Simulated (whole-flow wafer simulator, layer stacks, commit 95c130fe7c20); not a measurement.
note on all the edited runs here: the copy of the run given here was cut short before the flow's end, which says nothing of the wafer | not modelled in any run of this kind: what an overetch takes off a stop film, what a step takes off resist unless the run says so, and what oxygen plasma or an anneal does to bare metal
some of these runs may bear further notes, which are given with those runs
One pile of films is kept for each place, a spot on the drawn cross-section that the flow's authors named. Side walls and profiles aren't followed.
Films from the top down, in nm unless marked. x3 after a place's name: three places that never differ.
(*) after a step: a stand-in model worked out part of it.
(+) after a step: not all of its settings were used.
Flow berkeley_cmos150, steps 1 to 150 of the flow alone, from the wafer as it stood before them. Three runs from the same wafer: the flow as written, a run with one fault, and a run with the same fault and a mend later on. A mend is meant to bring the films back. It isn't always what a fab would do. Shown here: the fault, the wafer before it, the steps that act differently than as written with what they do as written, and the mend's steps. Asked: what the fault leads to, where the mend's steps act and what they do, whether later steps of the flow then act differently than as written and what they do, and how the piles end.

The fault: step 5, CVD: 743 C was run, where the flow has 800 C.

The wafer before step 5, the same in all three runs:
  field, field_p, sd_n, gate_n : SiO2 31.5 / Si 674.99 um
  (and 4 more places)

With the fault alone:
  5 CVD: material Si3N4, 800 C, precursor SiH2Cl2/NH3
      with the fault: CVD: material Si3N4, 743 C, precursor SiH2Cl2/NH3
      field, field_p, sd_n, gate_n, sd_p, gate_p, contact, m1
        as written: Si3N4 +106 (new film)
        with the fault: Si3N4 +48.4 (new film)
  Later steps of the flow that act differently than as written (30 more steps differ only slightly, by at most 2% or 0.5 nm, whichever is larger, and aren't shown):
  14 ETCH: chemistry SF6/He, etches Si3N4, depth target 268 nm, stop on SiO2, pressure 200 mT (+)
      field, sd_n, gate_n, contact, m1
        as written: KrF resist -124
        with the fault: KrF resist -61.3
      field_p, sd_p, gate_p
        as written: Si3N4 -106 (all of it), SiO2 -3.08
        with the fault: Si3N4 -48.4 (all of it), SiO2 -3.08
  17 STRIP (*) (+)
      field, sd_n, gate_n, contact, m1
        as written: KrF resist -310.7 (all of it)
        with the fault: KrF resist -373.4 (all of it)
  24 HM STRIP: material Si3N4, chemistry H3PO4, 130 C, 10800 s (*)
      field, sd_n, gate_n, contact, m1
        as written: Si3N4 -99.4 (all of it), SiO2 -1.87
        with the fault: Si3N4 -41.7 (all of it), SiO2 -2.36
  At the end the piles differ from the flow's only slightly at the places that both follow, by at most 2% or 0.5 nm, whichever is larger.

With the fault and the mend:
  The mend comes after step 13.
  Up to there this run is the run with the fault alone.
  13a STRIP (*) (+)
      field, sd_n, gate_n, contact, m1
        KrF resist -434.7 (all of it)
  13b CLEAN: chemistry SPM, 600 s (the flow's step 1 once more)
      changes no film at any place that is followed
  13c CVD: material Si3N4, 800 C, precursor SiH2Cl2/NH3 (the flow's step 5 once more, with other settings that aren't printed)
      field, field_p, sd_n, gate_n, sd_p, gate_p, contact, m1
        Si3N4 +57.7
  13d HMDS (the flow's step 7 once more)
      changes no film at any place that is followed
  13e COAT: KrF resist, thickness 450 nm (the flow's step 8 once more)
      field, field_p, sd_n, gate_n, sd_p, gate_p, contact, m1
        KrF resist +450 (new film)
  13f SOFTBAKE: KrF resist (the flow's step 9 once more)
      changes no film at any place that is followed
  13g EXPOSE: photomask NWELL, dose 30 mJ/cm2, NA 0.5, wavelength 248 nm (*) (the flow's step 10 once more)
      changes no film at any place that is followed
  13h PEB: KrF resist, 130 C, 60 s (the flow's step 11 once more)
      field, field_p, sd_n, gate_n, sd_p, gate_p, contact, m1
        KrF resist -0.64
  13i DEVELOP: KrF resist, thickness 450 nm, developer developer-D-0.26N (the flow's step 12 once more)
      field, sd_n, gate_n, contact, m1
        KrF resist -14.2
      field_p, sd_p, gate_p
        KrF resist -449.4 (all of it)
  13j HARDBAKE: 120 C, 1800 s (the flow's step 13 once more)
      field, sd_n, gate_n, contact, m1
        KrF resist -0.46
  No later step of the flow acts differently than as written at any place that is followed.
  At the end the piles are the same as the flow's at every place that both follow.
